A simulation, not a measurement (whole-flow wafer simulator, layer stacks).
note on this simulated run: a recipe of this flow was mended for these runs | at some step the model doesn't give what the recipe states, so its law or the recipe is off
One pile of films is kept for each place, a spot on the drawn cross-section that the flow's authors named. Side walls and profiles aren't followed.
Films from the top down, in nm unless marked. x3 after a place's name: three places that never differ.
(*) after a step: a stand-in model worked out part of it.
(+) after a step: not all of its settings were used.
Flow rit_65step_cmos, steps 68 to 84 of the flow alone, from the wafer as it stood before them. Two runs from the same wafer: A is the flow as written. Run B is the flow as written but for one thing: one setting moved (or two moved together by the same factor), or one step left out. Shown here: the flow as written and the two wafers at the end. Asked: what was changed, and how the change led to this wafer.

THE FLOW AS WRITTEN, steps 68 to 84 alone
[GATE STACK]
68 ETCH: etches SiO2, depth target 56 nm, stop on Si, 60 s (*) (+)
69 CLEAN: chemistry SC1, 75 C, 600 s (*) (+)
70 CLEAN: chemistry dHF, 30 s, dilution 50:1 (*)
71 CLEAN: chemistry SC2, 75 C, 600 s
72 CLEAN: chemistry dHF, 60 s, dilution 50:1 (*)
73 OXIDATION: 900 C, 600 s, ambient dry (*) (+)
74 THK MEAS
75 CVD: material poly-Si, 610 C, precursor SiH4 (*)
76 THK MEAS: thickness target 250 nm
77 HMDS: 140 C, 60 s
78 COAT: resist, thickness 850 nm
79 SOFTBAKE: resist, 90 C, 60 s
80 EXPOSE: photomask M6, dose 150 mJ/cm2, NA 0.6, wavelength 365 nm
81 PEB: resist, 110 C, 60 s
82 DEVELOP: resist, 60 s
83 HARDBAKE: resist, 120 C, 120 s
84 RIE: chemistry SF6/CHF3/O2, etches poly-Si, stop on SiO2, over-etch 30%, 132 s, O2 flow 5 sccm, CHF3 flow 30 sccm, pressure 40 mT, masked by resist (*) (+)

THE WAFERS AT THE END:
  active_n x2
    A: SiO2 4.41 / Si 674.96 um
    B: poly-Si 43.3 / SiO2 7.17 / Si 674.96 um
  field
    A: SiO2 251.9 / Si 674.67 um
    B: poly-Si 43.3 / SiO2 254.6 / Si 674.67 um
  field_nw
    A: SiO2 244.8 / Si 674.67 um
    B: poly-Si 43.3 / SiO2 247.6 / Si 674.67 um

The cause: step 75, CVD: 633 C was run, where the flow has 610 C.

How the change led to this, step by step:
  75 CVD: material poly-Si, 610 C, precursor SiH4 (*)
      field, field_pw, field_nw and 11 more: A poly-Si +250 (new film) | B poly-Si +368.3 (new film)
  84 RIE: chemistry SF6/CHF3/O2, etches poly-Si, stop on SiO2, over-etch 30%, 132 s, O2 flow 5 sccm, CHF3 flow 30 sccm, pressure 40 mT, masked by resist (*) (+)
      field, field_pw, field_nw and 9 more: A poly-Si -250 (all of it), SiO2 -2.76 | B poly-Si -325
